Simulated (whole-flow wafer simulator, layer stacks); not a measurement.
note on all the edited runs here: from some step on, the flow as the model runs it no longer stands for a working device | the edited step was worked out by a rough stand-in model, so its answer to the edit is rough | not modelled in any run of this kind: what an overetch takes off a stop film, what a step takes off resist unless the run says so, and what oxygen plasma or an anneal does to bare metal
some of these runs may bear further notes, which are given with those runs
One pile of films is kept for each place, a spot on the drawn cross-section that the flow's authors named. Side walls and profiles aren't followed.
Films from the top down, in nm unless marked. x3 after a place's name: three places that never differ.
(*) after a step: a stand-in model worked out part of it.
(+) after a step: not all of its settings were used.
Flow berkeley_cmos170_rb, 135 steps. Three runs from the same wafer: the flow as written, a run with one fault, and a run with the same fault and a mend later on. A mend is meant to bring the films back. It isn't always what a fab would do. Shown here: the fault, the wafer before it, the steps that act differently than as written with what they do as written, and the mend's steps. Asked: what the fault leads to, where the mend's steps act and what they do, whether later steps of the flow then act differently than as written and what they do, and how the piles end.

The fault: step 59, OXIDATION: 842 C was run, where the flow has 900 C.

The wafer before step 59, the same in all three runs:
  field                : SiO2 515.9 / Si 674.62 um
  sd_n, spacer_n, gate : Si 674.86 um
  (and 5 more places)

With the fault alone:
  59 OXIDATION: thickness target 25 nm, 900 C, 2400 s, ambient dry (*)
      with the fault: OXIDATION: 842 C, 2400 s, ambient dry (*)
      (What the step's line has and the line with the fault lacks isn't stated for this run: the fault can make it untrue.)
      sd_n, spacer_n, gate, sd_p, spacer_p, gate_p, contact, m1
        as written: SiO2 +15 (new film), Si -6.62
        with the fault: SiO2 +8.24 (new film), Si -3.62
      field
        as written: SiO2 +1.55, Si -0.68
        with the fault: SiO2 +0.51, Si -0.23
  Later steps of the flow that act differently than as written (31 more steps differ only slightly, by at most 2% or 0.5 nm, whichever is larger, and aren't shown):
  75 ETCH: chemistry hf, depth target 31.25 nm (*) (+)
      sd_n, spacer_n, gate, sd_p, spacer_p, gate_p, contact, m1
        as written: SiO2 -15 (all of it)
        with the fault: SiO2 -8.24 (all of it)
  At the end the piles differ from the flow's only slightly at the places that both follow, by at most 2% or 0.5 nm, whichever is larger.

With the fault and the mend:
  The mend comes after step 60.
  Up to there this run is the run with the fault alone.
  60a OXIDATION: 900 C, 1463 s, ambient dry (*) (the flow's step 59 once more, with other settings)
      sd_n, spacer_n, gate, sd_p, spacer_p, gate_p, contact, m1
        SiO2 +6.8, Si -2.99
      field
        SiO2 +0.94, Si -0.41
  No later step of the flow acts differently than as written, at any place that is followed, by more than 2% or 0.5 nm, whichever is larger.
  At the end the piles differ from the flow's only slightly at the places that both follow, by at most 2% or 0.5 nm, whichever is larger.
